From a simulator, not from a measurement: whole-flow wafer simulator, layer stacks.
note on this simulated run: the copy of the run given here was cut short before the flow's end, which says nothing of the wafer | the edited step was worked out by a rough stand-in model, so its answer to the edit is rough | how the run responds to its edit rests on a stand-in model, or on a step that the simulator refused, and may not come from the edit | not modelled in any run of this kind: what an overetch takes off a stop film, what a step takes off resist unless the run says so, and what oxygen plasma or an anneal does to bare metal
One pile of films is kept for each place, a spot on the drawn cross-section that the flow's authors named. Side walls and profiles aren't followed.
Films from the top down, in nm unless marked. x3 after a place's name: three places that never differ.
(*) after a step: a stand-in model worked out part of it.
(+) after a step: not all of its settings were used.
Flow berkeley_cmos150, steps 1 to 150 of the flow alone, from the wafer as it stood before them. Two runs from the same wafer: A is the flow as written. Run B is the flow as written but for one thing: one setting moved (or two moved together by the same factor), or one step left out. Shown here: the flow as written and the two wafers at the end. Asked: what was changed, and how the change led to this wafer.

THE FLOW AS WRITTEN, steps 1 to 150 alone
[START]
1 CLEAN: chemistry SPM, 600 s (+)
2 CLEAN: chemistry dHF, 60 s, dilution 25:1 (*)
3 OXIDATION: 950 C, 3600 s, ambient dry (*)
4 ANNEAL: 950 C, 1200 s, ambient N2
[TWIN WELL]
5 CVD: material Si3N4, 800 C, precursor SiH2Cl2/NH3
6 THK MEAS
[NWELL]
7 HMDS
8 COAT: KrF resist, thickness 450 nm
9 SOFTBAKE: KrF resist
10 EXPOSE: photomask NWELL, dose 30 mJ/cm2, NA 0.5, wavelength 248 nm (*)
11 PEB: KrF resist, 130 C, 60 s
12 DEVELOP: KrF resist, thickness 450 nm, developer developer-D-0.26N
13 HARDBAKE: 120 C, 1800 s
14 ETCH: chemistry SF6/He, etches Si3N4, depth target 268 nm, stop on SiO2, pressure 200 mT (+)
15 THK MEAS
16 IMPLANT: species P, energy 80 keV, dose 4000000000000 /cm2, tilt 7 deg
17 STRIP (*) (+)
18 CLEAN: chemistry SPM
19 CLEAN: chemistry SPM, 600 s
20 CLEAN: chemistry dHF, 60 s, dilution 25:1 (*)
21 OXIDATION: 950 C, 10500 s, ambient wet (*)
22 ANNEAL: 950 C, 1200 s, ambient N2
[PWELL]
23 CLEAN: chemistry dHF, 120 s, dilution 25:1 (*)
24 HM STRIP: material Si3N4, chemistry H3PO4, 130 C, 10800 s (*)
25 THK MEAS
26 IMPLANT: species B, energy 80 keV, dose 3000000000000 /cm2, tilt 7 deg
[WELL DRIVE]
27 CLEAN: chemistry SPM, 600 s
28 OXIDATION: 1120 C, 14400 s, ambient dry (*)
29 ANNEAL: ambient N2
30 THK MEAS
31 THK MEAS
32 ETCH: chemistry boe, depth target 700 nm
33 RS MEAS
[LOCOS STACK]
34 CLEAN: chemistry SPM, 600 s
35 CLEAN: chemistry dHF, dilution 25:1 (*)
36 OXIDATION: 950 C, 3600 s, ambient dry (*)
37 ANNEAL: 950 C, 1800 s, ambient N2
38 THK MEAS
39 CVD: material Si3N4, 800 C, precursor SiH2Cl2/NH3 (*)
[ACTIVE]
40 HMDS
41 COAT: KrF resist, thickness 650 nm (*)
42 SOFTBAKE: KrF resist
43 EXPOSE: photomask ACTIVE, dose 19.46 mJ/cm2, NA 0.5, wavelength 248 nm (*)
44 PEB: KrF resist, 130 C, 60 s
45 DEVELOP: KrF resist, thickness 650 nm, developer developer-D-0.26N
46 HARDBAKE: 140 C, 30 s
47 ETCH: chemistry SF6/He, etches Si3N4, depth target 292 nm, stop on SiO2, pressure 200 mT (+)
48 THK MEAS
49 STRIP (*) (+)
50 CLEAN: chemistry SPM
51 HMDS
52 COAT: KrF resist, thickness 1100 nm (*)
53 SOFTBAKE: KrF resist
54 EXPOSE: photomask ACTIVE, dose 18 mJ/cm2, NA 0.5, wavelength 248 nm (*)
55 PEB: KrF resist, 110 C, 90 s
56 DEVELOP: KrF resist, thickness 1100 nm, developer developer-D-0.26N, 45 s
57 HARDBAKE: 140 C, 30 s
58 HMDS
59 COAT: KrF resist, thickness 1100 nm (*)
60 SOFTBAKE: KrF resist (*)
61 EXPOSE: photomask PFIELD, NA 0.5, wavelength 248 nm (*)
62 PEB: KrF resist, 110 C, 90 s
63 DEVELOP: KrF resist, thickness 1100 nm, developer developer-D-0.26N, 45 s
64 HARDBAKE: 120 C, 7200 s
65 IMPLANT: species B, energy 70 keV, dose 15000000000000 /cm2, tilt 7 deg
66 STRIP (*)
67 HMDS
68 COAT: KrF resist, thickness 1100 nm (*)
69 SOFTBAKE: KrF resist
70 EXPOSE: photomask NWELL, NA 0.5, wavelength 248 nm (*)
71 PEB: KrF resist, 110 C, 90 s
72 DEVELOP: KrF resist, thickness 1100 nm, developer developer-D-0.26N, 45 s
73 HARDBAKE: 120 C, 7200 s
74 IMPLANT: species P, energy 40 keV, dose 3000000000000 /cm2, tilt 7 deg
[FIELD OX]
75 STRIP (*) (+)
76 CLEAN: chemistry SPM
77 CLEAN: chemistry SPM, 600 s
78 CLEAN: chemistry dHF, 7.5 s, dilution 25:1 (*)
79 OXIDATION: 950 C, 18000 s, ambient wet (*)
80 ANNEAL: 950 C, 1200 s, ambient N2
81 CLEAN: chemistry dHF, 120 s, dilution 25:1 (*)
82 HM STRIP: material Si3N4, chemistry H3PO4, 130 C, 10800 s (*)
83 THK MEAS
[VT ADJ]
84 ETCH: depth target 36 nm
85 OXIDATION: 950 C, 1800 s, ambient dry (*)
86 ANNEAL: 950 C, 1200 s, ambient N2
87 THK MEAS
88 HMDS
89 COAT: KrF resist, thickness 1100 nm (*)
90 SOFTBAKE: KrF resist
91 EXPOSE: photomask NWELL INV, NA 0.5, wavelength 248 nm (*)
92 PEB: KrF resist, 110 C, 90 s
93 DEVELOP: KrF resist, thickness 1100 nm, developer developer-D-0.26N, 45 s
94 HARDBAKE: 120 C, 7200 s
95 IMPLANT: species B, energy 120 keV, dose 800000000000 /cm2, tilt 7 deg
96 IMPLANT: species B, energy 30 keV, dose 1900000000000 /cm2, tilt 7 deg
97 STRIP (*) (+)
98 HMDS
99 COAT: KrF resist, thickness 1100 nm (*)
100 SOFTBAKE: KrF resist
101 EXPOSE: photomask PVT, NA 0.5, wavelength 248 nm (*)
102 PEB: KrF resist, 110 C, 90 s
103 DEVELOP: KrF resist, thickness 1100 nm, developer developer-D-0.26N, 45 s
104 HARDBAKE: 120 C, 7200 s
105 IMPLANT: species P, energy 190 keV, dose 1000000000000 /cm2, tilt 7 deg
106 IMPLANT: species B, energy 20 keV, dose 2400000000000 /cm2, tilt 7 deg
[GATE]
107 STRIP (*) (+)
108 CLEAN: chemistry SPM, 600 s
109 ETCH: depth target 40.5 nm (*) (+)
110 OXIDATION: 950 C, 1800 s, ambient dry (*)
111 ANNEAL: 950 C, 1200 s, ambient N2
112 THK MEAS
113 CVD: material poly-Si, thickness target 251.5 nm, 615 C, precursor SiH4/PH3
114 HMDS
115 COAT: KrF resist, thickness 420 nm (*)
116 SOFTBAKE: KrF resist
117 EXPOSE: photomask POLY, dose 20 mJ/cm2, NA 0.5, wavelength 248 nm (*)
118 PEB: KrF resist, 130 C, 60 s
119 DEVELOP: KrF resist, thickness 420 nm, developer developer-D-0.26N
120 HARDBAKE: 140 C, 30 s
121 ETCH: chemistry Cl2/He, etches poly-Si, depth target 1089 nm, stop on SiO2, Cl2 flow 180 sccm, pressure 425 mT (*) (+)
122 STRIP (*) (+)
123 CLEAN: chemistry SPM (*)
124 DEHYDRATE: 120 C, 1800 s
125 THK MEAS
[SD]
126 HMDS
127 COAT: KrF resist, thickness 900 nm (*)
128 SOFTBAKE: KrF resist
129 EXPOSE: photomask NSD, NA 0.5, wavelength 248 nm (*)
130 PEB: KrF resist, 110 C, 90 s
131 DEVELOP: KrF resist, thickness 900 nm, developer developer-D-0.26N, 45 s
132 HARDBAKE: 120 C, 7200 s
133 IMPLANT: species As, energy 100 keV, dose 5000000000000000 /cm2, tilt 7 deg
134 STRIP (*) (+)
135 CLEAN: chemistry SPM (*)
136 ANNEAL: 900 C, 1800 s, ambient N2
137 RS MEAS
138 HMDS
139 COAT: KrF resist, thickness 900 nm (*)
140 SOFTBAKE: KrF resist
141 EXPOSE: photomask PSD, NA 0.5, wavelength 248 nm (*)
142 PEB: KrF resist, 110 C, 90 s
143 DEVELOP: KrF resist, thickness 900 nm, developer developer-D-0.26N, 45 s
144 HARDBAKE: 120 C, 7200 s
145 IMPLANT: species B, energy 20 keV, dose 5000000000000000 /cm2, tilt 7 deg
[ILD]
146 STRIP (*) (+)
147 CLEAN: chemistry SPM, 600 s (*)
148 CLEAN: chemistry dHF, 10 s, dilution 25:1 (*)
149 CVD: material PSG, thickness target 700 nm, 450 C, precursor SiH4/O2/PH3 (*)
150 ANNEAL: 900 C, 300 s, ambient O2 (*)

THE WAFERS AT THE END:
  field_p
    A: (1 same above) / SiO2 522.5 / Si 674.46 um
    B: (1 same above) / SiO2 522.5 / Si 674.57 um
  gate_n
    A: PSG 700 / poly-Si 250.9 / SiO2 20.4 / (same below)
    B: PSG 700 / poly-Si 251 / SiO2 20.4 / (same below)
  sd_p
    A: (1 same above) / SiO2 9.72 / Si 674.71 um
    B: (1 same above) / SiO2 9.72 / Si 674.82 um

The cause: step 21, OXIDATION: 760 C was run, where the flow has 950 C.

How the change led to this, step by step:
  21 OXIDATION: 950 C, 10500 s, ambient wet (*)
      field, sd_n, gate_n, contact, m1: A SiO2 +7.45 (new film), Si3N4 -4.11 | B SiO2 +0.15 (new film), Si3N4 -0.08, SiO2 +0.25, Si -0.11
      field_p, sd_p, gate_p: A SiO2 +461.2, Si -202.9 | B SiO2 +32.5, Si -14.3
  23 CLEAN: chemistry dHF, 120 s, dilution 25:1 (*)
      field, sd_n, gate_n, contact, m1: A SiO2 -7.45 (all of it), Si3N4 -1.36 | B SiO2 -0.15 (all of it), Si3N4 -2
  24 HM STRIP: material Si3N4, chemistry H3PO4, 130 C, 10800 s (*)
      field, sd_n, gate_n, contact, m1: A Si3N4 -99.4 (all of it), SiO2 -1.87 | B Si3N4 -102.8 (all of it), SiO2 -1.85
  28 OXIDATION: 1120 C, 14400 s, ambient dry (*)
      field_p, sd_p, gate_p: A SiO2 +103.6, Si -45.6 | B SiO2 +266.7, Si -117.3
  32 ETCH: chemistry boe, depth target 700 nm
      field_p, sd_p, gate_p: A SiO2 -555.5 (all of it) | B SiO2 -289.9 (all of it)
  41 COAT: KrF resist, thickness 650 nm (*)
      field_p: A KrF resist +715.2 (new film) | B KrF resist +658.1 (new film)
      sd_n: A KrF resist +633.7 (new film) | B KrF resist +647.8 (new film)
      (and at 2 more places)
  45 DEVELOP: KrF resist, thickness 650 nm, developer developer-D-0.26N
      field_p: A KrF resist -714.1 (all of it) | B KrF resist -657.1 (all of it)
  46 HARDBAKE: 140 C, 30 s
      sd_n: A KrF resist -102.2 | B KrF resist -104.5
      sd_p: A KrF resist -112.2 | B KrF resist -105.8
      (and at 1 more place)
  49 STRIP (*) (+)
      sd_n: A KrF resist -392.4 (all of it) | B KrF resist -404.2 (all of it)
      sd_p: A KrF resist -442.9 (all of it) | B KrF resist -410.7 (all of it)
      (and at 1 more place)
  52 COAT: KrF resist, thickness 1100 nm (*)
      field: A KrF resist +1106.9 (new film) | B KrF resist +1132.7 (new film)
      field_p: A KrF resist +1219.5 (new film) | B KrF resist +1147 (new film)
      (and at 2 more places)
  55 PEB: KrF resist, 110 C, 90 s
      field_p: A KrF resist -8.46 | B KrF resist -7.94
  56 DEVELOP: KrF resist, thickness 1100 nm, developer developer-D-0.26N, 45 s
      field: A KrF resist -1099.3 (all of it) | B KrF resist -1124.8 (all of it)
      field_p: A KrF resist -1211 (all of it) | B KrF resist -1139.1 (all of it)
  57 HARDBAKE: 140 C, 30 s
      sd_p: A KrF resist -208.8 | B KrF resist -197.7
      gate_p: A KrF resist -209.5 | B KrF resist -198.9
  59 COAT: KrF resist, thickness 1100 nm (*)
      field_p: A KrF resist +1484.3 (new film) | B KrF resist +1405.4 (new film)
      sd_p: A KrF resist +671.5 | B KrF resist +646.1
      (and at 1 more place)
  62 PEB: KrF resist, 110 C, 90 s
      field_p: A KrF resist -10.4 | B KrF resist -9.79
  64 HARDBAKE: 120 C, 7200 s
      field_p: A KrF resist -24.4 | B KrF resist -22.9
  ... 25 more steps ...
  146 STRIP (*) (+)
      field: A KrF resist -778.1 (all of it) | B KrF resist -801.1 (all of it)
      field_p: A KrF resist -882.7 (all of it) | B KrF resist -816.5 (all of it)
